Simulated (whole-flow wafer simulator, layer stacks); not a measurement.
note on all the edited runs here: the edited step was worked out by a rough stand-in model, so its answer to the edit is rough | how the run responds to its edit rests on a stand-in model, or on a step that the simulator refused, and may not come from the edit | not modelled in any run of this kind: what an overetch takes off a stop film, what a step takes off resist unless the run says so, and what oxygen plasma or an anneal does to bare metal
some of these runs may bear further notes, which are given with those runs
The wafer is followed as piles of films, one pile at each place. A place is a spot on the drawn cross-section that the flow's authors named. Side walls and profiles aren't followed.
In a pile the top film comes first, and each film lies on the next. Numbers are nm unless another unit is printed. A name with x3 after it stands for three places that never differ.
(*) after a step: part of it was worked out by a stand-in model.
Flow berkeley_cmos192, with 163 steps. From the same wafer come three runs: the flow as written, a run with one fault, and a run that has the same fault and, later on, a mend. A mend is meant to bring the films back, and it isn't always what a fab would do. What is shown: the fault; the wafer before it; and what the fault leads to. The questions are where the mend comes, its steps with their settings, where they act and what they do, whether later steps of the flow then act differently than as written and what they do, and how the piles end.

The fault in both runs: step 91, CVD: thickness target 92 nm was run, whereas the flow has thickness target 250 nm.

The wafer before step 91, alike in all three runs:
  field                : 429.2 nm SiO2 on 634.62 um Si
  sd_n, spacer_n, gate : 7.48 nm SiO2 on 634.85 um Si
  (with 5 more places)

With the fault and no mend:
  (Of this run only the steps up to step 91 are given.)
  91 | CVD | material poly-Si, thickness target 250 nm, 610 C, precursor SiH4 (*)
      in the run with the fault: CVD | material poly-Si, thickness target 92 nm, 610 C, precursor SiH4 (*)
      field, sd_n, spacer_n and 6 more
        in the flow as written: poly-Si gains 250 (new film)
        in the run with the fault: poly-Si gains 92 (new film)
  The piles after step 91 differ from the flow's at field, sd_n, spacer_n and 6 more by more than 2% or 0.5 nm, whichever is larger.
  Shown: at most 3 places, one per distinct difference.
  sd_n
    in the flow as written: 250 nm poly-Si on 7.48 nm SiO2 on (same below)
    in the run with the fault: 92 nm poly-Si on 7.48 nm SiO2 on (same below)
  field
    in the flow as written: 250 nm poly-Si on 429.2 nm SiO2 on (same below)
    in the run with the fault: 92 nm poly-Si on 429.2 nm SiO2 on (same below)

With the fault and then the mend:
  The mend stands after step 91.
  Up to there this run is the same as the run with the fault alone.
  91a | CVD | material poly-Si, thickness target 158 nm, 610 C, precursor SiH4 (*) (a further turn of the flow's step 91, with different settings)
      field, sd_n, spacer_n and 6 more
        poly-Si gains 158
  Later steps of the flow that are run all act as written at every place that is followed, up to a difference of at most 2% or 0.5 nm, whichever is larger.
  The piles end the same as the flow's at every place that both follow.
